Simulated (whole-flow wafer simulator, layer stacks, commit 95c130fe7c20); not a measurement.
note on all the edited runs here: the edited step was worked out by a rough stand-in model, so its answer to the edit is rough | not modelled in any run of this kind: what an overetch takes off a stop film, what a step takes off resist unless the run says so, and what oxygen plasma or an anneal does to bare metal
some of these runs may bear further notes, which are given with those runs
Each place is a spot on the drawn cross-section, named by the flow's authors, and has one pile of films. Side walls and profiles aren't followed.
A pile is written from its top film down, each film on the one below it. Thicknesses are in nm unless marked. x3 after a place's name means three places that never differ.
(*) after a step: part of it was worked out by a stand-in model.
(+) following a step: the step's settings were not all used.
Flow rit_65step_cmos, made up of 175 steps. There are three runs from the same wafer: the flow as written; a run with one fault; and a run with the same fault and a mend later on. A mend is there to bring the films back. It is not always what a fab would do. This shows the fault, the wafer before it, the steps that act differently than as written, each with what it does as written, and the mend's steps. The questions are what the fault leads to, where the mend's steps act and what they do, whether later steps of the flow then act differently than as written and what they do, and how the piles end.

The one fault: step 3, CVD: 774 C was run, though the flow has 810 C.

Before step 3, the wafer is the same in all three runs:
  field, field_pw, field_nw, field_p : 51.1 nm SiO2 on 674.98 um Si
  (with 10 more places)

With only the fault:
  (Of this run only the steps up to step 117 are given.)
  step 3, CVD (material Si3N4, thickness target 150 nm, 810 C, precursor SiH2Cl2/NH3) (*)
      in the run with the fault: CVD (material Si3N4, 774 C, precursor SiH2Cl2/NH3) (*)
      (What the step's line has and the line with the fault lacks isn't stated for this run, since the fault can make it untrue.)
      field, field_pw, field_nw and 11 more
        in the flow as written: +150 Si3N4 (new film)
        in the run with the fault: +90.1 Si3N4 (new film)
  Later steps of the flow acting differently than as written (not shown: 38 more steps that differ only slightly, by at most 2% or 0.5 nm, whichever is larger):
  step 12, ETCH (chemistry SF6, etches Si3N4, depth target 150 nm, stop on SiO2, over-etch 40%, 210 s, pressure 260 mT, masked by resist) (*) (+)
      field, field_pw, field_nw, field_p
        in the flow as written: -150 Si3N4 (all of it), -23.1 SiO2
        in the run with the fault: -90.1 Si3N4 (all of it), -46.1 SiO2
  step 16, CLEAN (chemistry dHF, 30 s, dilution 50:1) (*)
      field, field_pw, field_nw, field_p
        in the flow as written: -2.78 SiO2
        in the run with the fault: -2.93 SiO2 (all of it)
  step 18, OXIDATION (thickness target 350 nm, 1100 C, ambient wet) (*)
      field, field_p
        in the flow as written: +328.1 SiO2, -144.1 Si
        in the run with the fault: +347.1 SiO2 (new film), -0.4 chemical SiO2 (all of it), -152.3 Si
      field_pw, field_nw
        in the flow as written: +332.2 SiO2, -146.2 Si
        in the run with the fault: +350 SiO2 (new film), -0.4 chemical SiO2 (all of it), -153.8 Si
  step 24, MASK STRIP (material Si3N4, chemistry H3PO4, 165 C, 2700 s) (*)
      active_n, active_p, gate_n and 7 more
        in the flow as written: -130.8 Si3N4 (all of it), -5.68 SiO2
        in the run with the fault: -70.9 Si3N4 (all of it), -7.97 SiO2
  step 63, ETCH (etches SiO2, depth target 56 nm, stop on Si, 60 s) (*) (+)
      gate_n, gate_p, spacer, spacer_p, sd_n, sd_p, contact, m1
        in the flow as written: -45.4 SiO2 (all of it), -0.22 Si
        in the run with the fault: -43.2 SiO2 (all of it), -0.26 Si
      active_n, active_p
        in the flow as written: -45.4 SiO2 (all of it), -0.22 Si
        in the run with the fault: -43.1 SiO2 (all of it), -0.26 Si
  Once step 117 is done, the piles differ only a little from the flow's at the places that both follow, at most by 2% or 0.5 nm, whichever is larger.

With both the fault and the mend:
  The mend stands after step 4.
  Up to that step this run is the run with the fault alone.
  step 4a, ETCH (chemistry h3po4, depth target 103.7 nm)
      field, field_pw, field_nw and 11 more
        -90.1 Si3N4 (all of it)
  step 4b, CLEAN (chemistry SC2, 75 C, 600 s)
      leaves every film unchanged at each place that is followed
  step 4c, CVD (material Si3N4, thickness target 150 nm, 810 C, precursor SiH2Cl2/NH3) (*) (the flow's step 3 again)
      field, field_pw, field_nw and 11 more
        +150 Si3N4 (new film)
  None of the later steps of the flow acts differently than as written at any place that is followed.
  At every place that both follow, the piles at the end match the flow's.
